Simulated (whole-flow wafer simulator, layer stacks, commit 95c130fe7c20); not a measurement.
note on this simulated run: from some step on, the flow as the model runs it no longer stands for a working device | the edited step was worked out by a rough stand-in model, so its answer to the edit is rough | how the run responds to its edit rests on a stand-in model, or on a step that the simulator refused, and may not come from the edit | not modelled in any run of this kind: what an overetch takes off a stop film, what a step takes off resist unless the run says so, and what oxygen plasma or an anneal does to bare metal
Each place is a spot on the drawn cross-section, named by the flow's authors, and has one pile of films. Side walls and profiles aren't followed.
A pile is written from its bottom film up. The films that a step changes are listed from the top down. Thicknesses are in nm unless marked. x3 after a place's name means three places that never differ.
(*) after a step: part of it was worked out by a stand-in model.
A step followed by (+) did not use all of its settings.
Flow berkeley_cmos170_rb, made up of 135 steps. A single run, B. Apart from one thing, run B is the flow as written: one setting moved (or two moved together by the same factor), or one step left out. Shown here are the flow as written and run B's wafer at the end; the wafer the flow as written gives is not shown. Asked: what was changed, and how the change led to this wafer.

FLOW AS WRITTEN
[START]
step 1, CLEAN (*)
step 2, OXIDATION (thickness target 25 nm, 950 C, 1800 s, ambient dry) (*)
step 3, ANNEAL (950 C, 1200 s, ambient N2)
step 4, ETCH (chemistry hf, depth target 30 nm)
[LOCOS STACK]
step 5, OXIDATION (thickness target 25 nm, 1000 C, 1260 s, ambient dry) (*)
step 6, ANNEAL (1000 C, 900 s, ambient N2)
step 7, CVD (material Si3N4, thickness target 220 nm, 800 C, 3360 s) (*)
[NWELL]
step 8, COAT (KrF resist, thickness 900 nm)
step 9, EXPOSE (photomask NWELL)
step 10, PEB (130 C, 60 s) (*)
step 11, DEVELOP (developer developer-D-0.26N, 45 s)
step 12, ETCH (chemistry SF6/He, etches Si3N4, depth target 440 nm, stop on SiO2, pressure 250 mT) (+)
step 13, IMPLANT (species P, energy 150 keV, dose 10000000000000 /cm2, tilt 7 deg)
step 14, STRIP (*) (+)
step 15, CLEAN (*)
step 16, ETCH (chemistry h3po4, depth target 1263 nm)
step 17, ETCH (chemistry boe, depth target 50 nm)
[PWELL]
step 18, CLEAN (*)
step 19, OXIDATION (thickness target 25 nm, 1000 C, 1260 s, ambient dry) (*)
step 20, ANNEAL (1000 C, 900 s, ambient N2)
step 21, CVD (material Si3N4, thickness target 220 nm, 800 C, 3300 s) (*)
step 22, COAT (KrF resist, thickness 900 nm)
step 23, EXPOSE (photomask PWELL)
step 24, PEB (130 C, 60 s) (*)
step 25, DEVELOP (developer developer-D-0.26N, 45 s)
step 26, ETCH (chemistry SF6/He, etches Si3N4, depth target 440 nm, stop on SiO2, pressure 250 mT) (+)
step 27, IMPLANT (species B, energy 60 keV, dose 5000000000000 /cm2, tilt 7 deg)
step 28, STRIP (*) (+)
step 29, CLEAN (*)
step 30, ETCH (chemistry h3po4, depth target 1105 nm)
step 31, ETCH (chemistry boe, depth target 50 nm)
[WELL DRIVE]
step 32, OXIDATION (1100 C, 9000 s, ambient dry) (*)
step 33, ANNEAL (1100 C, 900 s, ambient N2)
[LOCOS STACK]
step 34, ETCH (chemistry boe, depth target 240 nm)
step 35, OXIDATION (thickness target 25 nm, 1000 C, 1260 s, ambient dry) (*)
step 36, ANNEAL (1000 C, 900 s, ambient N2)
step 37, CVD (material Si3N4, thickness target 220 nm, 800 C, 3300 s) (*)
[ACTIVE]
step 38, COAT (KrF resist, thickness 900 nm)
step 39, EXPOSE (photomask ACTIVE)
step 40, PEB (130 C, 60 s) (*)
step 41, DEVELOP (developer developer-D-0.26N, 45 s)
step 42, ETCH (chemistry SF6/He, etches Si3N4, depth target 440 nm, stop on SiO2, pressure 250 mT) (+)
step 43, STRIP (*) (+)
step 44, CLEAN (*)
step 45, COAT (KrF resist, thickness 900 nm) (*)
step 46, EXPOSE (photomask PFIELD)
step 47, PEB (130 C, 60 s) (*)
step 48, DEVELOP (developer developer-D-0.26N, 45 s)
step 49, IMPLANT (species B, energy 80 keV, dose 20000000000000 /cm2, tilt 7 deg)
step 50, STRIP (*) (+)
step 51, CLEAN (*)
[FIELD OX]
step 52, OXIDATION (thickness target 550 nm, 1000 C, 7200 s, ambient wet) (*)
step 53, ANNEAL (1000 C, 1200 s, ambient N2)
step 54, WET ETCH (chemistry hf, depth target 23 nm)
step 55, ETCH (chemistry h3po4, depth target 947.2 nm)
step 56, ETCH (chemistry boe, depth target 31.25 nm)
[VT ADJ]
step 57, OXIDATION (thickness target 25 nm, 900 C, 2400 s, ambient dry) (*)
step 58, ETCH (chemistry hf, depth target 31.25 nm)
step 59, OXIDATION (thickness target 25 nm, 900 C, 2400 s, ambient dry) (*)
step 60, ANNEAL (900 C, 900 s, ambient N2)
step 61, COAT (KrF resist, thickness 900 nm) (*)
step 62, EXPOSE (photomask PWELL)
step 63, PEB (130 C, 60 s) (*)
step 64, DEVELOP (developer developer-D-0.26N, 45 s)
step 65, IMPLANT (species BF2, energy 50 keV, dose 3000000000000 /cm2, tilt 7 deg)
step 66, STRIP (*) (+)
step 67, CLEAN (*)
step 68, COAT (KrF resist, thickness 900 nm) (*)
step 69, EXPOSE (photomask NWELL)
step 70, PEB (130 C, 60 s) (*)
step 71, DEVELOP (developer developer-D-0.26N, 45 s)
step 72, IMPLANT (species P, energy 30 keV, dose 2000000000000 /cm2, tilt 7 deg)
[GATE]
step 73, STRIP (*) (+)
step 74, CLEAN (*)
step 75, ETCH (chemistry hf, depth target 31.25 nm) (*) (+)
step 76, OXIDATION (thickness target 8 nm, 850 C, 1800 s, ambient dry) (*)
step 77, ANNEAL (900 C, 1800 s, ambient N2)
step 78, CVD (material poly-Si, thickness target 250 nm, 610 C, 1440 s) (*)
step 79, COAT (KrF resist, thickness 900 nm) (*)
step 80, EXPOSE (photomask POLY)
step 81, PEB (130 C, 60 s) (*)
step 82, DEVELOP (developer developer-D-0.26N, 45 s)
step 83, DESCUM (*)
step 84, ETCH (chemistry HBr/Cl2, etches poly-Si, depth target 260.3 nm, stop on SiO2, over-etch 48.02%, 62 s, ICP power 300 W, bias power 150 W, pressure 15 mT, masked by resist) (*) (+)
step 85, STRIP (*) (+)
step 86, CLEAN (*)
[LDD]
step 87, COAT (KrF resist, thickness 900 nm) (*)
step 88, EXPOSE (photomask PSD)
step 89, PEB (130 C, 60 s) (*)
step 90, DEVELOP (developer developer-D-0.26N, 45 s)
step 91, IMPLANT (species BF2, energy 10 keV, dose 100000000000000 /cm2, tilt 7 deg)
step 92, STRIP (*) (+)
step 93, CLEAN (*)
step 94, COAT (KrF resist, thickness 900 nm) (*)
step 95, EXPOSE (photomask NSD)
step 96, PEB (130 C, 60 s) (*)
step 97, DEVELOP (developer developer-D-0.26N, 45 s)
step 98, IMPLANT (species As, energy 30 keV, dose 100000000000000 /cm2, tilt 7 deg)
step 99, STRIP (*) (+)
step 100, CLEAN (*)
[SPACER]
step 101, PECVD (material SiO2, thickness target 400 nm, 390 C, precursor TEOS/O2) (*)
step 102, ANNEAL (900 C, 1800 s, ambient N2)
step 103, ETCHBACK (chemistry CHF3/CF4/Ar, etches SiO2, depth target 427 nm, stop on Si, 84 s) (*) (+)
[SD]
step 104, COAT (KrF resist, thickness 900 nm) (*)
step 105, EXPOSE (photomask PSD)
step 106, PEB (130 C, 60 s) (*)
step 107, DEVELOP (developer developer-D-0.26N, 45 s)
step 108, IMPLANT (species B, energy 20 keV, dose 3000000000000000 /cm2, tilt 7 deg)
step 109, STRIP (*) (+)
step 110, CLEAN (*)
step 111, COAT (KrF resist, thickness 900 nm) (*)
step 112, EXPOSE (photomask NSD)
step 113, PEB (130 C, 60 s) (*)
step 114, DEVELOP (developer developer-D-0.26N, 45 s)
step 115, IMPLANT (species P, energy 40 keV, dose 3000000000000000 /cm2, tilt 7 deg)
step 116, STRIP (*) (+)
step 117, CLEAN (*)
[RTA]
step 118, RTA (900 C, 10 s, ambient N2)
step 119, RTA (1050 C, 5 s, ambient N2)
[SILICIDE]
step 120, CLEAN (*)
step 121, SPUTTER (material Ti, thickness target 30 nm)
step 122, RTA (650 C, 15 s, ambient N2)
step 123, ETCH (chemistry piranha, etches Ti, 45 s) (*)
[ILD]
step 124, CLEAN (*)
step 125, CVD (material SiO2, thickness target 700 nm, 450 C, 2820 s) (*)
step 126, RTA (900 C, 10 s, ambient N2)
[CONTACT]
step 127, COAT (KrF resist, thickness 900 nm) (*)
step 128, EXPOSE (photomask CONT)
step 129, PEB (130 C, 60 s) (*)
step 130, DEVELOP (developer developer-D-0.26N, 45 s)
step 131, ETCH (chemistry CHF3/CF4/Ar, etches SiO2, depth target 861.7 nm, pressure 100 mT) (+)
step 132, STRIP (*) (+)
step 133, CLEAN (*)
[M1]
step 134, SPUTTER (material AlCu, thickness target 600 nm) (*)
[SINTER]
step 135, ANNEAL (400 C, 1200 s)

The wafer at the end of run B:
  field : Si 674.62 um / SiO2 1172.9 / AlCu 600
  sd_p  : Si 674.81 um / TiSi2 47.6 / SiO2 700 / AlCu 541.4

The reason: step 75, ETCH: depth target 16.66 nm was run, whereas the flow has depth target 31.25 nm.

How this came from the change, step by step:
  step 75, ETCH (chemistry hf, depth target 31.25 nm) (*) (+)
      field: -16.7 SiO2 (as written it would have been: -31.3 SiO2)
  step 121, SPUTTER (material Ti, thickness target 30 nm)
      sd_p: +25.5 Ti (new film) (as written it would have been: +27.1 Ti (new film))
  step 122, RTA (650 C, 15 s, ambient N2)
      sd_p: -19.9 Ti, +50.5 TiSi2 C49 (new film), -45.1 Si (as written it would have been: -21.1 Ti, +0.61 TiSi first (new film), +52.9 TiSi2 C49 (new film), -47.6 Si)
  step 126, RTA (900 C, 10 s, ambient N2)
      sd_p: under 1 film: +47.6 TiSi2 (new film), -50.5 TiSi2 C49 (all of it) (as written it would have been: under 1 film: +50.7 TiSi2 (new film), -0.61 TiSi first (all of it), -52.9 TiSi2 C49 (all of it), -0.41 Si)
